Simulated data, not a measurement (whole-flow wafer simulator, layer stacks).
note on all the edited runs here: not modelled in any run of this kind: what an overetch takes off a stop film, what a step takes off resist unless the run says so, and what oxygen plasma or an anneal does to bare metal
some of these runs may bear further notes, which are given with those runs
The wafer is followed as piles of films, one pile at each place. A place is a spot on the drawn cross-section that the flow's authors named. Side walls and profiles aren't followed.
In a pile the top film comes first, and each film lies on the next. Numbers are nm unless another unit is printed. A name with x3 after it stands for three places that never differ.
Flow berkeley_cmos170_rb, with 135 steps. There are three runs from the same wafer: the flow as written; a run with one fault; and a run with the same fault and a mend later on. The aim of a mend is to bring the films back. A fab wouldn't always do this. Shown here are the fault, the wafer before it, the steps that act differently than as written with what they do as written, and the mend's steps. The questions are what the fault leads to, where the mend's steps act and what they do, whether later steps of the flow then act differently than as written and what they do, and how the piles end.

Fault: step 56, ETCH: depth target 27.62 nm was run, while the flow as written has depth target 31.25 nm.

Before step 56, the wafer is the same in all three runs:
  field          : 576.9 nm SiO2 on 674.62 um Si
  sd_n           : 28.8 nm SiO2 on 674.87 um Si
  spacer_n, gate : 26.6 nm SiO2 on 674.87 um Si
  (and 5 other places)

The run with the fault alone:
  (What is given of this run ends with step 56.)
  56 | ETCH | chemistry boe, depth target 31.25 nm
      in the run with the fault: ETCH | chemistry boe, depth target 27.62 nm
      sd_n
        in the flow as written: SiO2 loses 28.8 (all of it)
        in the run with the fault: SiO2 loses 27.6
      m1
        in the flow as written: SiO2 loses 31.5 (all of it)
        in the run with the fault: SiO2 loses 27.6
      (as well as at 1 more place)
  The piles after step 56 differ from the flow's at sd_n, m1 by more than 2% or 0.5 nm, whichever is larger.
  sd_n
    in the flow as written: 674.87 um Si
    in the run with the fault: 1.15 nm SiO2 on 674.87 um Si
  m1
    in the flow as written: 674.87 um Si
    in the run with the fault: 3.89 nm SiO2 on 674.87 um Si

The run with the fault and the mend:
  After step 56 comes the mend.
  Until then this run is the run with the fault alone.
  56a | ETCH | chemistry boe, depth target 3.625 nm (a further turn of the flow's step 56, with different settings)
      field
        SiO2 loses 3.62
      sd_n
        SiO2 loses 1.15 (all of it)
      m1
        SiO2 loses 3.89 (all of it)
  Every later step of the flow that is run acts as written, at every place that is followed, to within 2% or 0.5 nm, whichever is larger.
  At every place that both follow, the piles at the end match the flow's.
